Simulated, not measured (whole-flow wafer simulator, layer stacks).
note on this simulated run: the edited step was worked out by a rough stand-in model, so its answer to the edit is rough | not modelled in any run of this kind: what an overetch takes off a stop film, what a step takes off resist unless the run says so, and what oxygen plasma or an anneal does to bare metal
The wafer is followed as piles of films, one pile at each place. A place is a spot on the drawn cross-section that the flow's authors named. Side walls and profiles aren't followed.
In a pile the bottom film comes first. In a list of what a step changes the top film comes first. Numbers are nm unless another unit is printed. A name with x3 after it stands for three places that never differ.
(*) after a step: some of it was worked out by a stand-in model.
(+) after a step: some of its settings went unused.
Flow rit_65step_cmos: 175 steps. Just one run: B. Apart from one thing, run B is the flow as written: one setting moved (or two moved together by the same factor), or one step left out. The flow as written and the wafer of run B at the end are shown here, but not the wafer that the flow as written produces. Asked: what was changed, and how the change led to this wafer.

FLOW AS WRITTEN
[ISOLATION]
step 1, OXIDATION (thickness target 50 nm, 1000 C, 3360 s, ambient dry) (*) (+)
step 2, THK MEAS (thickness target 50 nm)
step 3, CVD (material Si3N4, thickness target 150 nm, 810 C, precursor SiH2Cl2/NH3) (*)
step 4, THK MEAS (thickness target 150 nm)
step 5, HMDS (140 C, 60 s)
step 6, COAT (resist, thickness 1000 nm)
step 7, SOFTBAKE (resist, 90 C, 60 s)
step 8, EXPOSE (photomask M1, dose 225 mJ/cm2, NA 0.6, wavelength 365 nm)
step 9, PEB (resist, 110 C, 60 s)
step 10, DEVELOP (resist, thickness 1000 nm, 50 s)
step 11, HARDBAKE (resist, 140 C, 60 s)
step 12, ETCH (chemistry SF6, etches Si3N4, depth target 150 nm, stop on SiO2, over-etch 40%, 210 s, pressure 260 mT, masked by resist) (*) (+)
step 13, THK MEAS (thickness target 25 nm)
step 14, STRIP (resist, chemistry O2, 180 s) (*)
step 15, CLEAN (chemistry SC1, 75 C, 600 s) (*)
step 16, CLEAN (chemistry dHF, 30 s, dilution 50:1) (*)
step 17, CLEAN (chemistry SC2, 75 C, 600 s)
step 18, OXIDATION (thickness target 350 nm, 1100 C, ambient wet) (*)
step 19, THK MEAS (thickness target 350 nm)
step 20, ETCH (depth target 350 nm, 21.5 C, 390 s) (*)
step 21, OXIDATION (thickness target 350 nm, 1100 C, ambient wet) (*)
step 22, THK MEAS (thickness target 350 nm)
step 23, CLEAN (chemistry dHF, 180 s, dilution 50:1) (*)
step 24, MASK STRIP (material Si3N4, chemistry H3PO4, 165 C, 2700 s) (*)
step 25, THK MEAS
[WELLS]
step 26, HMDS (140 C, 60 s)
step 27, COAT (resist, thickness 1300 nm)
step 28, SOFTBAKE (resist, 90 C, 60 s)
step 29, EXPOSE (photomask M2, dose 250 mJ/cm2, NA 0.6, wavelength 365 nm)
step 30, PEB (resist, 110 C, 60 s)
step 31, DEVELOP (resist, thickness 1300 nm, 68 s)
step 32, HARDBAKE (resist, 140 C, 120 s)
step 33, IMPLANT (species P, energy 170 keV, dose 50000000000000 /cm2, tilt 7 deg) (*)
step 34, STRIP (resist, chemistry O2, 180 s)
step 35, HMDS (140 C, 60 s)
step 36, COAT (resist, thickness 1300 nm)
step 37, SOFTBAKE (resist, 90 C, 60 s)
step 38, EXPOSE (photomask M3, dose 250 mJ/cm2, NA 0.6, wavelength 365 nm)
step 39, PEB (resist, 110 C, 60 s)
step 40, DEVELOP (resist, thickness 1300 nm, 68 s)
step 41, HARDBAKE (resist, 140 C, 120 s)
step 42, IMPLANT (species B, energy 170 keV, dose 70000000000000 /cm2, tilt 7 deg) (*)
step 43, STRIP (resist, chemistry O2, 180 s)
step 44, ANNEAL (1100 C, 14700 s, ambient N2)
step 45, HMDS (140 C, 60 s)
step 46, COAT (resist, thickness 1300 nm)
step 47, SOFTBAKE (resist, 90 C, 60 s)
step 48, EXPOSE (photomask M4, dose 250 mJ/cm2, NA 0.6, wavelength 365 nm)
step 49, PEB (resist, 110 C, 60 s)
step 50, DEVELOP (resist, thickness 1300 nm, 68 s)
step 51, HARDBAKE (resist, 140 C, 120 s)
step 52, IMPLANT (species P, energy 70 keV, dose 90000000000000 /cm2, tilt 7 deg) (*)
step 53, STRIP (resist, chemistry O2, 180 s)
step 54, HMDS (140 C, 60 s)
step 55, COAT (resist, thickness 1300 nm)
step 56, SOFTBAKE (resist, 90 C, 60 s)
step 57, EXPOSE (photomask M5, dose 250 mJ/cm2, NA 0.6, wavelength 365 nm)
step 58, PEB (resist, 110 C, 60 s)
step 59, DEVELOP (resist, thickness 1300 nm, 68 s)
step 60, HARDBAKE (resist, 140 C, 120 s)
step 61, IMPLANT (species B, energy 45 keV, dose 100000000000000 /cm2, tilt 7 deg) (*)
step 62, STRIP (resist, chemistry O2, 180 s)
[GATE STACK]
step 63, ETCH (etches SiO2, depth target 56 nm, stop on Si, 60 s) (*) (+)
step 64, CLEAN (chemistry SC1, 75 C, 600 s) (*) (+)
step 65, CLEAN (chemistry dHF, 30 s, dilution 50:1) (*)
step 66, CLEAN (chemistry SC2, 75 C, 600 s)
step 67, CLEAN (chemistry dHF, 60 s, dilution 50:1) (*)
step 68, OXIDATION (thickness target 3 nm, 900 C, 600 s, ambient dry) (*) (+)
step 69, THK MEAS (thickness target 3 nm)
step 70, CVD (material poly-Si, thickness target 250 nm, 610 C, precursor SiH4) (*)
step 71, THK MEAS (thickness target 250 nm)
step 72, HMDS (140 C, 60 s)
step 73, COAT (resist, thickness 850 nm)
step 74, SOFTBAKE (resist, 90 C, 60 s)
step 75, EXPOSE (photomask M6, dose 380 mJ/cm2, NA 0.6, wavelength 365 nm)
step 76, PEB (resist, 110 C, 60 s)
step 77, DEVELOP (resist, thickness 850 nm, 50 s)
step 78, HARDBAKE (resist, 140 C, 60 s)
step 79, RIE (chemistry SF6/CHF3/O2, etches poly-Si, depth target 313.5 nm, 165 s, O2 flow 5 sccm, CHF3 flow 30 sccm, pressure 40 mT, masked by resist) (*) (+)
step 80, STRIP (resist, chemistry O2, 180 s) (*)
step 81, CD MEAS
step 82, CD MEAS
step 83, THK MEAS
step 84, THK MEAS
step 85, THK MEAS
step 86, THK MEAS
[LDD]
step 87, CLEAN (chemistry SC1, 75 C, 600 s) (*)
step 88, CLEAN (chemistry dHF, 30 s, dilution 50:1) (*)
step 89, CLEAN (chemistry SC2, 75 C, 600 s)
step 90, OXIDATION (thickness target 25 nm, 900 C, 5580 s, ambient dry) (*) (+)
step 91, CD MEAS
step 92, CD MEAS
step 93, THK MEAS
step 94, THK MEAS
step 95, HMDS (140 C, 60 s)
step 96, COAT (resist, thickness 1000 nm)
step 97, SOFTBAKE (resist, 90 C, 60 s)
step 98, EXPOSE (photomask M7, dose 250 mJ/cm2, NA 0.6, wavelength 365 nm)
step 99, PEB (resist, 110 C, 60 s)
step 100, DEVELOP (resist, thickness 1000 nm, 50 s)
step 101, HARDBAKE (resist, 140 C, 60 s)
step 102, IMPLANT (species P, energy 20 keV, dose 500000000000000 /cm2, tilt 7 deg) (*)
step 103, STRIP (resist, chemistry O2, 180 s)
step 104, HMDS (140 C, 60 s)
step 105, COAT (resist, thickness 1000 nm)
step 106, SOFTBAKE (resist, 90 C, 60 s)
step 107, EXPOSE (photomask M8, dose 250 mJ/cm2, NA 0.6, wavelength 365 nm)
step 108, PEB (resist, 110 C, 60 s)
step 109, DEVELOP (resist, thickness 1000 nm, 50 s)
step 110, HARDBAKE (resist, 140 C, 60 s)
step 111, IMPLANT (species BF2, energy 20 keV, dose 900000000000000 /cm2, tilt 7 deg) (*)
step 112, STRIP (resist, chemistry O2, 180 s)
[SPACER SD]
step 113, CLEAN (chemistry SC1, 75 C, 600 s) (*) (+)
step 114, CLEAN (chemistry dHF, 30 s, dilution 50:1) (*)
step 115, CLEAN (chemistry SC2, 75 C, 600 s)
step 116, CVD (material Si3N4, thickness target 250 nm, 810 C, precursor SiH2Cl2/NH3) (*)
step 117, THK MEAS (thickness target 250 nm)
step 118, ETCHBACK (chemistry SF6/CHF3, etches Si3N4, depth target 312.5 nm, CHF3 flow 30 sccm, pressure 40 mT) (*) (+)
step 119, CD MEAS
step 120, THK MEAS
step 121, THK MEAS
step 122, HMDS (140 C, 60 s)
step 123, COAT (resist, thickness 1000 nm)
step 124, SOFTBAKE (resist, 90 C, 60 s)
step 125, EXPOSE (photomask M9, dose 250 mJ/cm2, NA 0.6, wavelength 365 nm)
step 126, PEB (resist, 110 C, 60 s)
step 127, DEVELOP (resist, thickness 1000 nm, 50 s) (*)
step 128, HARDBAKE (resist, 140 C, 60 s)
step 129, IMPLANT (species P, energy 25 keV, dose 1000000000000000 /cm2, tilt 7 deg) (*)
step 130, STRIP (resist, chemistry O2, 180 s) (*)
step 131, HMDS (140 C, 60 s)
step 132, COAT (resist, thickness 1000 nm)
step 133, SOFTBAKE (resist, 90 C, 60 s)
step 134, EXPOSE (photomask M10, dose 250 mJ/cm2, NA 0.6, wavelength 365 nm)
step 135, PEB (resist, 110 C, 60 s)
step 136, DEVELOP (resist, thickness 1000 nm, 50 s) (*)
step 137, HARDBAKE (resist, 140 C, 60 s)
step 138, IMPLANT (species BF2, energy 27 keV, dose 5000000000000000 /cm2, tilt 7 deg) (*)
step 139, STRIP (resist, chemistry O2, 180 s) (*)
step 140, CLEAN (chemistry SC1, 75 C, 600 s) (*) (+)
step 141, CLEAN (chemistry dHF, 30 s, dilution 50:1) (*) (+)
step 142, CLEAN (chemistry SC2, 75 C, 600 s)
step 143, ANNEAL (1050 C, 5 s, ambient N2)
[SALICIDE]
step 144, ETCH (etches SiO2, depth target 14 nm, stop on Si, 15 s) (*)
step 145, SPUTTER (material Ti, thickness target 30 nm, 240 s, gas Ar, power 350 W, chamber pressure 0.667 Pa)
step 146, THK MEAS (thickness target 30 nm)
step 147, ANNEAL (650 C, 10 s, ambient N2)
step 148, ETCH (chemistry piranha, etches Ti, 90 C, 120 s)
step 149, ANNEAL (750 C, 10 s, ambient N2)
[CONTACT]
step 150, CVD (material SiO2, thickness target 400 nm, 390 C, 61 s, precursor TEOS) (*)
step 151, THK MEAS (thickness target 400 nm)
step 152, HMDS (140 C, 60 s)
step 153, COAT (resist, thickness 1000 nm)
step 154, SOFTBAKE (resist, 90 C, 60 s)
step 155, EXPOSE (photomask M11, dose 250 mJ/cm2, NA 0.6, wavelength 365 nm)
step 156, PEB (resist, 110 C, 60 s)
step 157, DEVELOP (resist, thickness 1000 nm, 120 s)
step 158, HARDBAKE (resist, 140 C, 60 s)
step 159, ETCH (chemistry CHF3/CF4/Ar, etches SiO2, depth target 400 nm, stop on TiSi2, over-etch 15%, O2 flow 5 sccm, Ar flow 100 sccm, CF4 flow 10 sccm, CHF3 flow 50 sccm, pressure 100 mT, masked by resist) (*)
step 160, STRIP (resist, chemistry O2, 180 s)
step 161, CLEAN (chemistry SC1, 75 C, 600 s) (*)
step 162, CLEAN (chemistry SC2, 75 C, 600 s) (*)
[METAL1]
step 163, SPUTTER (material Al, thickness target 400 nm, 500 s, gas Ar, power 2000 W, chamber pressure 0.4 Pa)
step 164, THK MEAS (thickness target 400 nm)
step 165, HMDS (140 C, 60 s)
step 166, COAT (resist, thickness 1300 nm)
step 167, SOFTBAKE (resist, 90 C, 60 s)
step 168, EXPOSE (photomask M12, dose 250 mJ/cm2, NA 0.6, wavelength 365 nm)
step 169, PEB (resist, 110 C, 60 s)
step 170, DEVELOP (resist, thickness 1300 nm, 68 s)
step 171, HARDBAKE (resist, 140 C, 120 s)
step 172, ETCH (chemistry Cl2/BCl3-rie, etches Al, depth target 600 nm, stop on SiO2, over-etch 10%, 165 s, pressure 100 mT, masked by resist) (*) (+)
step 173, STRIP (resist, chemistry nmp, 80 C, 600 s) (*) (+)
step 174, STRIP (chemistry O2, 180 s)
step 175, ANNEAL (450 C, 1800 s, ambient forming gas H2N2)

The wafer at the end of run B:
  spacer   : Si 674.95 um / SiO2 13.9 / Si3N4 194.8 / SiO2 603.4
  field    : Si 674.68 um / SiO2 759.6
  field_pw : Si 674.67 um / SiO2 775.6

Cause: step 150, CVD: thickness target 640 nm was run, whereas the flow has thickness target 400 nm.

The path from the change to this, step by step:
  step 150, CVD (material SiO2, thickness target 400 nm, 390 C, 61 s, precursor TEOS) (*)
      field, field_pw, field_nw, field_p: SiO2 gains 640 (as written it would have been: SiO2 gains 400)
      spacer, spacer_p: SiO2 gains 640 (new film) (as written it would have been: SiO2 gains 400 (new film))
      (and at 2 other places as well)
